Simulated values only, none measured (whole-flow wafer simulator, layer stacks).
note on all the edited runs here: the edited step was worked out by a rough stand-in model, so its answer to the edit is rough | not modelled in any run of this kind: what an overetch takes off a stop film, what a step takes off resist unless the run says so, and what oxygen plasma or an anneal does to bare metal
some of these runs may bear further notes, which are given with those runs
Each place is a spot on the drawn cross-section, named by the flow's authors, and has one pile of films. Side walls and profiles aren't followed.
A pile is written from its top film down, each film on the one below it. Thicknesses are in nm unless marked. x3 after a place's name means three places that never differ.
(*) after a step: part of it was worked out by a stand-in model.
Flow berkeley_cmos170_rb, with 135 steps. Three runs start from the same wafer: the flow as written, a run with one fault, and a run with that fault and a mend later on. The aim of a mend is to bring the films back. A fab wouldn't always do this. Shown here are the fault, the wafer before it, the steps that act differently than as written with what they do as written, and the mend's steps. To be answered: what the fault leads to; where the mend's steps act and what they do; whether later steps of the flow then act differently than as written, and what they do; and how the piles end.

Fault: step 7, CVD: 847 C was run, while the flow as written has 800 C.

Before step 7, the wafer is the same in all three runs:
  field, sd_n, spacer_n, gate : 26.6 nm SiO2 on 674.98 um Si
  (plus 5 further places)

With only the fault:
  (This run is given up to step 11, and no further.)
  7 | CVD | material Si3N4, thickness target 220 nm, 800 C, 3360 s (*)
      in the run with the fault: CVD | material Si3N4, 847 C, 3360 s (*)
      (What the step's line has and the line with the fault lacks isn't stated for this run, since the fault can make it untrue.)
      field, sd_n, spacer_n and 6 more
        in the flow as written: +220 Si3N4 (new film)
        in the run with the fault: +363.3 Si3N4 (new film)
  Every later step of the flow up to step 11 that is run acts as written at every place that is followed.
  Once step 11 is done, the piles at field, sd_n, spacer_n and 6 more depart from the flow's by more than 2% or 0.5 nm, whichever is larger.
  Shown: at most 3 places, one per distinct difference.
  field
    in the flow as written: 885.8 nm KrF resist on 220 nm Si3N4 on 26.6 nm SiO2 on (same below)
    in the run with the fault: 885.8 nm KrF resist on 363.3 nm Si3N4 on 26.6 nm SiO2 on (same below)
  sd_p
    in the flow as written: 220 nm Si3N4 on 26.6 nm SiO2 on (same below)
    in the run with the fault: 363.3 nm Si3N4 on 26.6 nm SiO2 on (same below)

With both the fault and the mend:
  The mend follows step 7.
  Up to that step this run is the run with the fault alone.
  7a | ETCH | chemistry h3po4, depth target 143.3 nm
      field, sd_n, spacer_n and 6 more
        -143.3 Si3N4
  Every later step of the flow that is run acts as written at every place that is followed.
  At every place that both follow, the piles at the end match the flow's.
